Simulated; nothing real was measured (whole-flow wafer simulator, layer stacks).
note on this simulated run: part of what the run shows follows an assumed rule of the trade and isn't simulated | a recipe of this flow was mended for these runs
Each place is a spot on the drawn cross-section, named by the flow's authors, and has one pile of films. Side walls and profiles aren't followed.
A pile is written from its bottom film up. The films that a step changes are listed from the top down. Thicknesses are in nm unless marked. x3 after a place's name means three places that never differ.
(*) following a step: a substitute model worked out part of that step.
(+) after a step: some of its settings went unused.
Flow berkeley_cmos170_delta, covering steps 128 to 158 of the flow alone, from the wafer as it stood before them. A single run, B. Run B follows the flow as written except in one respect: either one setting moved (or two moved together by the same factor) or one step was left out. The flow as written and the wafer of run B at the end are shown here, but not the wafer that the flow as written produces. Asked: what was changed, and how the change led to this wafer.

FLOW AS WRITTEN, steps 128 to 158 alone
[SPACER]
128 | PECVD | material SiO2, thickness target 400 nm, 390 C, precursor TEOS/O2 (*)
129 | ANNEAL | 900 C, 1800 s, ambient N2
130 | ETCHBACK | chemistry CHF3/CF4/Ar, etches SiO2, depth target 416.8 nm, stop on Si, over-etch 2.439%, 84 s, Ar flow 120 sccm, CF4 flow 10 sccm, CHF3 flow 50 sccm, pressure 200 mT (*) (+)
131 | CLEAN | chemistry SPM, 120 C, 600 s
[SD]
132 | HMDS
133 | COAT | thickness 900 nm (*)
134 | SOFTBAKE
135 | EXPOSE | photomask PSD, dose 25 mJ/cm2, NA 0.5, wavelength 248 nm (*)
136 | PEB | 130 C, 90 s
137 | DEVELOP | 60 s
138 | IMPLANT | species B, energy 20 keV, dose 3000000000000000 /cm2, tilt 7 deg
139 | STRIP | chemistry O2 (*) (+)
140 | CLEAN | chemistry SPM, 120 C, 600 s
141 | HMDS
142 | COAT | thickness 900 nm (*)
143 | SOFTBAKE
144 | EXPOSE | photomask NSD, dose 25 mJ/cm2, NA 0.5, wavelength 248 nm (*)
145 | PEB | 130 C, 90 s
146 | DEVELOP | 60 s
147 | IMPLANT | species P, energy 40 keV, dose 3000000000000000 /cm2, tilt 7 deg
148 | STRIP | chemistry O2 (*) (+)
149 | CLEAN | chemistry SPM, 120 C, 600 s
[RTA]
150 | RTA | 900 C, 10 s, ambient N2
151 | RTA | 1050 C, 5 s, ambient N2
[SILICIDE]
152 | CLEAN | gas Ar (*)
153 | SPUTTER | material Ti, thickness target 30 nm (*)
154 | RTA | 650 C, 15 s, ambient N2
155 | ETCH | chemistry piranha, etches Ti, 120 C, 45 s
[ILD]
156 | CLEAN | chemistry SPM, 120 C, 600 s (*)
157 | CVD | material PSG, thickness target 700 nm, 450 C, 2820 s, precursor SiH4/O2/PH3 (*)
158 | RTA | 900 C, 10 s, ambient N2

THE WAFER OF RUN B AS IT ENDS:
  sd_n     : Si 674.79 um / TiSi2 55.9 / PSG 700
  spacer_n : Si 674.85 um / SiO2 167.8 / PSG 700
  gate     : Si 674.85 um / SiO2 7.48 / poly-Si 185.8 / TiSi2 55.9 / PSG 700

The reason: step 128, PECVD: thickness target 342 nm was run, while the flow as written has thickness target 400 nm.

Step by step, how the change led to this:
  128 | PECVD | material SiO2, thickness target 400 nm, 390 C, precursor TEOS/O2 (*)
      field, sd_n, contact, m1: SiO2 gains 342 (it would be, as written: SiO2 gains 400)
      spacer_n, sd_p, spacer_p: SiO2 gains 328.4 (it would be, as written: SiO2 gains 383.7)
      (and at 2 other places as well)
  130 | ETCHBACK | chemistry CHF3/CF4/Ar, etches SiO2, depth target 416.8 nm, stop on Si, over-etch 2.439%, 84 s, Ar flow 120 sccm, CF4 flow 10 sccm, CHF3 flow 50 sccm, pressure 200 mT (*) (+)
      sd_n: SiO2 loses 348 (all of it), Si loses 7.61 (it would be, as written: SiO2 loses 406 (all of it), Si loses 2.34)
      gate: SiO2 loses 342 (all of it), chemical SiO2 loses 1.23 (all of it), poly-Si loses 7.61 (it would be, as written: SiO2 loses 400 (all of it), chemical SiO2 loses 1.23 (all of it), poly-Si loses 2.34)
      (and at 4 other places as well)
  133 | COAT | thickness 900 nm (*)
      sd_n: KrF-resist gains 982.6 (new film) (it would be, as written: KrF-resist gains 1013.7 (new film))
      spacer_n: KrF-resist gains 826.1 (new film) (it would be, as written: KrF-resist gains 801.4 (new film))
      (and at 6 other places as well)
  137 | DEVELOP | 60 s
      sd_p: KrF-resist loses 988 (all of it) (it would be, as written: KrF-resist loses 1014.9 (all of it))
      spacer_p: KrF-resist loses 819.7 (all of it) (it would be, as written: KrF-resist loses 792.3 (all of it))
      (and at 1 other place as well)
  139 | STRIP | chemistry O2 (*) (+)
      sd_n: KrF-resist loses 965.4 (all of it), chemical SiO2 gains 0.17, Si loses 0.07 (it would be, as written: KrF-resist loses 996.5 (all of it), chemical SiO2 gains 0.17, Si loses 0.08)
      spacer_n: KrF-resist loses 809.3 (all of it) (it would be, as written: KrF-resist loses 784.8 (all of it))
      (and at 3 other places as well)
  142 | COAT | thickness 900 nm (*)
      sd_n: KrF-resist gains 982.5 (new film) (it would be, as written: KrF-resist gains 1013.7 (new film))
      spacer_n: KrF-resist gains 826.1 (new film) (it would be, as written: KrF-resist gains 801.5 (new film))
      (and at 6 other places as well)
  146 | DEVELOP | 60 s
      sd_n: KrF-resist loses 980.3 (all of it) (it would be, as written: KrF-resist loses 1011.4 (all of it))
      spacer_n: KrF-resist loses 824.3 (all of it) (it would be, as written: KrF-resist loses 799.8 (all of it))
      (and at 3 other places as well)
  148 | STRIP | chemistry O2 (*) (+)
      sd_p: KrF-resist loses 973 (all of it), chemical SiO2 gains 0.07 (it would be, as written: KrF-resist loses 999.9 (all of it), chemical SiO2 gains 0.07)
      spacer_p: KrF-resist loses 804.8 (all of it) (it would be, as written: KrF-resist loses 777.5 (all of it))
      (and at 1 other place as well)
  153 | SPUTTER | material Ti, thickness target 30 nm (*)
      sd_p: Ti gains 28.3 (new film) (it would be, as written: Ti gains 27.5 (new film))
  154 | RTA | 650 C, 15 s, ambient N2
      sd_p: Ti loses 22.1, TiSi first gains 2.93 (new film), TiSi2 C49 gains 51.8 (new film), Si loses 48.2 (it would be, as written: Ti loses 21.5, TiSi first gains 1.37 (new film), TiSi2 C49 gains 52.5 (new film), Si loses 47.8)
  158 | RTA | 900 C, 10 s, ambient N2
      sd_p: under 1 film: TiSi2 gains 52.8 (new film), TiSi first loses 2.83 (all of it), TiSi2 C49 loses 51.8 (all of it), Si loses 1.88 (it would be, as written: under 1 film: TiSi2 gains 51.3 (new film), TiSi first loses 1.27 (all of it), TiSi2 C49 loses 52.5 (all of it), Si loses 0.84)
